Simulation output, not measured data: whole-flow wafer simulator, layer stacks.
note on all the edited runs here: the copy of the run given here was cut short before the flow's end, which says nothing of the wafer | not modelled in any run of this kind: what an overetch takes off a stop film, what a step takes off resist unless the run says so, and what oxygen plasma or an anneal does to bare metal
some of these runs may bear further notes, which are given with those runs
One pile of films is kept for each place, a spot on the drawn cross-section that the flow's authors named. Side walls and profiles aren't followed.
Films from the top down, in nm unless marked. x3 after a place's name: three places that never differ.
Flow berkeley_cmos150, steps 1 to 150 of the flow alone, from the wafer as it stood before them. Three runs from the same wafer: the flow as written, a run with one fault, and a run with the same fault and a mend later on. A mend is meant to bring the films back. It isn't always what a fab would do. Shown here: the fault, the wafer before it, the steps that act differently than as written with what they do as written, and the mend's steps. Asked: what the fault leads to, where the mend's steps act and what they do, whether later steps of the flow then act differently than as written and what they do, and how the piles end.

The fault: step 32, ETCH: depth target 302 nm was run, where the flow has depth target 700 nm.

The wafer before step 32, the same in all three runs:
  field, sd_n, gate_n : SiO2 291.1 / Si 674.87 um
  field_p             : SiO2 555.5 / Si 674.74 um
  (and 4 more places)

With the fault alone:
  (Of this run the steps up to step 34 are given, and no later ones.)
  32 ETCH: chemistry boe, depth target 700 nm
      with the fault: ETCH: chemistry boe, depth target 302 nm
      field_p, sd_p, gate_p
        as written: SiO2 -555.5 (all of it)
        with the fault: SiO2 -302
  Later steps of the flow that act differently than as written:
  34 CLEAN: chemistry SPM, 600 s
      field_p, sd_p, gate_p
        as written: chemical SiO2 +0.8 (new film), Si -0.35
        with the fault: nothing
  After step 34 the piles differ from the flow's by more than 2% or 0.5 nm, whichever is larger, at field_p, sd_p, gate_p.
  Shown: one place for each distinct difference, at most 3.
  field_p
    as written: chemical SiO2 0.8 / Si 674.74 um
    with the fault: SiO2 253.5 / Si 674.74 um

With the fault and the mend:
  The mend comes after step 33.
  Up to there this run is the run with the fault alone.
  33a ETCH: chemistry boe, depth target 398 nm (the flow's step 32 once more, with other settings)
      field_p, sd_p, gate_p
        SiO2 -253.5 (all of it)
  No later step of the flow acts differently than as written at any place that is followed.
  At the end the piles are the same as the flow's at every place that both follow.
